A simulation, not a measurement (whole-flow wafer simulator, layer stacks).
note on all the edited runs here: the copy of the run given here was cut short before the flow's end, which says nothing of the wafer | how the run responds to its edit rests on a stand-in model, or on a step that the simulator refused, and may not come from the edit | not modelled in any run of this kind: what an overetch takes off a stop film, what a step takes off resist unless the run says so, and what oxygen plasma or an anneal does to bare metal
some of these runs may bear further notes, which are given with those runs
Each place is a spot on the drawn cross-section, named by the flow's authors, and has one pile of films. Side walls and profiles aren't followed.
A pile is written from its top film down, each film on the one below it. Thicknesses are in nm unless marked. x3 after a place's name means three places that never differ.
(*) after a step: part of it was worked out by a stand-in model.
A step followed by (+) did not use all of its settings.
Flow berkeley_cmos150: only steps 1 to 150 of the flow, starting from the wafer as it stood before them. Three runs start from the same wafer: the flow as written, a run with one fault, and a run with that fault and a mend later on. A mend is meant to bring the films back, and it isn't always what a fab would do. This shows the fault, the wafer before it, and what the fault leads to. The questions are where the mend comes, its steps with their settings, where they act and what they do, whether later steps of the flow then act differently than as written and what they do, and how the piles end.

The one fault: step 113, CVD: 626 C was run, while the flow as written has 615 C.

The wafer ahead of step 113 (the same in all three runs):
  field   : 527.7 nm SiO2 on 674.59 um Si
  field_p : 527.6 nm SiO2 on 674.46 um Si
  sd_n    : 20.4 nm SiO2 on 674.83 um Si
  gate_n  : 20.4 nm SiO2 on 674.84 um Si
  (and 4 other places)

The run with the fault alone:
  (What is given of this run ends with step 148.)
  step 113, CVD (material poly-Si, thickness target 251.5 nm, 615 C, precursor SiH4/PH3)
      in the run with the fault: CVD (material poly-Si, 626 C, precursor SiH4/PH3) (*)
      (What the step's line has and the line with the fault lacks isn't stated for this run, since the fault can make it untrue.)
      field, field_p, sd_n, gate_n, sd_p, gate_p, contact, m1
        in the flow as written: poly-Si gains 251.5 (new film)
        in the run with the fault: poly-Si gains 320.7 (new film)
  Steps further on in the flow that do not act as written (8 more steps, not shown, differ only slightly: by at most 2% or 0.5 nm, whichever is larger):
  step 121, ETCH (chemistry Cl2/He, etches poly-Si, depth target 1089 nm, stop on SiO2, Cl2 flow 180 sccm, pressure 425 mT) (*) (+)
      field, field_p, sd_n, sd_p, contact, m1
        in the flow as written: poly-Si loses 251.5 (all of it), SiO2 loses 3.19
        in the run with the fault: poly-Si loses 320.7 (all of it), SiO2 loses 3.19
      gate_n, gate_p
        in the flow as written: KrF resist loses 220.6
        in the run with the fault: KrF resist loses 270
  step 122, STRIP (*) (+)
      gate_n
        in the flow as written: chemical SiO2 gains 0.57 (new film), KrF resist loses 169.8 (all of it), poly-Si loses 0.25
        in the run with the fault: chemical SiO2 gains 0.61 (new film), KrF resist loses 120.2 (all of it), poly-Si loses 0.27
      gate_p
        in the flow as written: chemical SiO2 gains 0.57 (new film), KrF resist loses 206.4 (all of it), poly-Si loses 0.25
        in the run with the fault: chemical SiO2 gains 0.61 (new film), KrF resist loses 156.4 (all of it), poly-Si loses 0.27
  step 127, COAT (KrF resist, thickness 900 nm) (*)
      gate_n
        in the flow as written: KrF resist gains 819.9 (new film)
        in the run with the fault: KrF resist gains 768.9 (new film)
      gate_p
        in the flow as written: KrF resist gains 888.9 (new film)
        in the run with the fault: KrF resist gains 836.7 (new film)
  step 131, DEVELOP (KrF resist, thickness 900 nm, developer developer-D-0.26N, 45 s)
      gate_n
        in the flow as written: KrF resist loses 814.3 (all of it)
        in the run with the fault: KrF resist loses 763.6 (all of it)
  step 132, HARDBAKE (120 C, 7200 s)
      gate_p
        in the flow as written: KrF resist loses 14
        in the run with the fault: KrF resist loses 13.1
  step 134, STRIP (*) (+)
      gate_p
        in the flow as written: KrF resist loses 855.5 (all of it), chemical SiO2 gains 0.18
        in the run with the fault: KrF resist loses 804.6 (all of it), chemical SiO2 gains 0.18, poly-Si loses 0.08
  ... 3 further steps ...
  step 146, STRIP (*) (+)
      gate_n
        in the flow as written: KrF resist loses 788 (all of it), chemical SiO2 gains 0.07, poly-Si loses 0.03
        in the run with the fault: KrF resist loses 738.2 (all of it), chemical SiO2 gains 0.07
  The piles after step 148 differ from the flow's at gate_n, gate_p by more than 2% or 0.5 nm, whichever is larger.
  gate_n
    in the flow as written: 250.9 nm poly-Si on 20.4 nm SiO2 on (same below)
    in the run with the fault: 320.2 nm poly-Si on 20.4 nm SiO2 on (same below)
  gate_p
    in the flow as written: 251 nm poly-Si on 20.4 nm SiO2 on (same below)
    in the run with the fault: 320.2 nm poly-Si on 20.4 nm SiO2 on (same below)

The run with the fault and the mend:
  The mend follows step 113.
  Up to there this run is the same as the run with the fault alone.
  step 113a, ETCH (chemistry tmah, depth target 69.23 nm)
      field, field_p, sd_n, gate_n, sd_p, gate_p, contact, m1
        poly-Si loses 69.2
  Every later step of the flow that is run acts as written, at every place that is followed, to within 2% or 0.5 nm, whichever is larger.
  The piles end only slightly different from the flow's at the places that both follow, by no more than 2% or 0.5 nm, whichever is larger.
